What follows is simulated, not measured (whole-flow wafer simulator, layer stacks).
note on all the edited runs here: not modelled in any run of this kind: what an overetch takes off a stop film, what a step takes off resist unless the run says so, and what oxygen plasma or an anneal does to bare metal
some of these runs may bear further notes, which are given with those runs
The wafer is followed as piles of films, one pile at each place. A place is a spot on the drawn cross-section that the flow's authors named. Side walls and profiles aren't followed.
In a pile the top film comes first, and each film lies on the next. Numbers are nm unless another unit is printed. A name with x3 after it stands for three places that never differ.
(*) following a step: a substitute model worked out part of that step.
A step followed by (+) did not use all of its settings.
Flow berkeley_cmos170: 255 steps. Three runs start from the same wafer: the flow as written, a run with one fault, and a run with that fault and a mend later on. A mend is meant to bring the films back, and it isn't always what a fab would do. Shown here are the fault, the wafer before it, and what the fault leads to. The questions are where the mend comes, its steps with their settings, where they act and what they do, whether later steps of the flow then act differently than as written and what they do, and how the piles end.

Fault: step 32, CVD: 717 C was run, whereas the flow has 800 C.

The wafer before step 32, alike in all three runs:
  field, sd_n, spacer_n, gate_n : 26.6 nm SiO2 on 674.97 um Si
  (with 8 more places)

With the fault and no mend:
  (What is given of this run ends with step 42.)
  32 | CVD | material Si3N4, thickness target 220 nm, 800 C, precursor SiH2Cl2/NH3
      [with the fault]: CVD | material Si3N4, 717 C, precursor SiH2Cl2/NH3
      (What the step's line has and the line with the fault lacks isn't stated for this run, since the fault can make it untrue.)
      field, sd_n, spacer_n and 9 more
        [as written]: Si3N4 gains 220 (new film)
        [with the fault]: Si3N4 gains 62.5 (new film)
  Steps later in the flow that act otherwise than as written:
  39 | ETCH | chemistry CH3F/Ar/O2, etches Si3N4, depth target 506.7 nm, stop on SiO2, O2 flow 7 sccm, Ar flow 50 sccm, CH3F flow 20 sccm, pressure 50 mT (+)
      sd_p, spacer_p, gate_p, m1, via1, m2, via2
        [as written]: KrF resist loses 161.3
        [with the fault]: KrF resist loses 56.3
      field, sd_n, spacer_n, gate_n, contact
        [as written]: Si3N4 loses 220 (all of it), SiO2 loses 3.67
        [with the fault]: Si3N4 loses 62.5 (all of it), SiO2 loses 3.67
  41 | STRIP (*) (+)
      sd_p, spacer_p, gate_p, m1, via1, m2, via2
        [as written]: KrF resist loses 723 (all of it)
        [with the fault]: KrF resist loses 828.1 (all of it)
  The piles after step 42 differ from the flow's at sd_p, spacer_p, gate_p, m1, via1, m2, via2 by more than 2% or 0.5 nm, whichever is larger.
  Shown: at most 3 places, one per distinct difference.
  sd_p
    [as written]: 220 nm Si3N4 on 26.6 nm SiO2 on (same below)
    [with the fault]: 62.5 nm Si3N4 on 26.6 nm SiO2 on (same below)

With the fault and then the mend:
  After step 32 comes the mend.
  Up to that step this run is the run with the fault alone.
  32a | CVD | material Si3N4, thickness target 158 nm, 800 C, precursor SiH2Cl2/NH3 (the flow's step 32 again, with other settings)
      field, sd_n, spacer_n and 9 more
        Si3N4 gains 158
  Later steps of the flow that are run all act as written at every place that is followed, up to a difference of at most 2% or 0.5 nm, whichever is larger.
  The piles end the same as the flow's at every place that both follow.
